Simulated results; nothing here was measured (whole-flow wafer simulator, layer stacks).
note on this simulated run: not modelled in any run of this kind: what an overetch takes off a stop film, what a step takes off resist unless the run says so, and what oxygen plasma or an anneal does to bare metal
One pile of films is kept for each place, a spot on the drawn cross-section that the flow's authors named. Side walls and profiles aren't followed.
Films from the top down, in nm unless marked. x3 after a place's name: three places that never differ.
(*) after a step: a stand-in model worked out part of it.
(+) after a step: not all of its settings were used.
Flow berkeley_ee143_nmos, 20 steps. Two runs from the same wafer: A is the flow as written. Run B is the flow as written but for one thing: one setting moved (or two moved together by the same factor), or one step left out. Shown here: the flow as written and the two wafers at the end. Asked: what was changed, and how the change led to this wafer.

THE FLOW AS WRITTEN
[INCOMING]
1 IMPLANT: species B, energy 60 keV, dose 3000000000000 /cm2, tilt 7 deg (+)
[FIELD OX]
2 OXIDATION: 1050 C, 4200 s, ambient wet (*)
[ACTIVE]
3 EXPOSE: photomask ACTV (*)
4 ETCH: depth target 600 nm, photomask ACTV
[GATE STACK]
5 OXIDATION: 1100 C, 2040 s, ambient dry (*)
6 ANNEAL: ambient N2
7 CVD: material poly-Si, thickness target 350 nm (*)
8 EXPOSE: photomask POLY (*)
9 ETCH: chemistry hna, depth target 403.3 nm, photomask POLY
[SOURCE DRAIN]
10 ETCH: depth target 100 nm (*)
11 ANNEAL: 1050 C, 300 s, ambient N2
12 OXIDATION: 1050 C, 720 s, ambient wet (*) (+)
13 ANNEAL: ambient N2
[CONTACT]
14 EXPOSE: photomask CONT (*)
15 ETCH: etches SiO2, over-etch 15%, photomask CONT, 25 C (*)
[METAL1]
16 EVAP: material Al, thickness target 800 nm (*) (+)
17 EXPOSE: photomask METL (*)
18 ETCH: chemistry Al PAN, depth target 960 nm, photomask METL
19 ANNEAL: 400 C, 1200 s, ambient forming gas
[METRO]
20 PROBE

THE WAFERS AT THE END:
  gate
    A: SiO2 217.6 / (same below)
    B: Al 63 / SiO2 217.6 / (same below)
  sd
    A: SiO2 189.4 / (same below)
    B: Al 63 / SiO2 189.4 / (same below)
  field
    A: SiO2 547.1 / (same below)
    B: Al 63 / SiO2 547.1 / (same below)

The cause: step 18, ETCH: depth target 737 nm was run, where the flow has depth target 960 nm.

How the change led to this, step by step:
  18 ETCH: chemistry Al PAN, depth target 960 nm, photomask METL
      gate, sd, field: A Al -800 (all of it) | B Al -737
Counting metal films that touch as one body, gate has 1 body; the flow as written gives 0 bodies.
Counting metal films that touch as one body, sd has 1 body; the flow as written gives 0 bodies.
Counting metal films that touch as one body, field has 1 body; the flow as written gives 0 bodies.
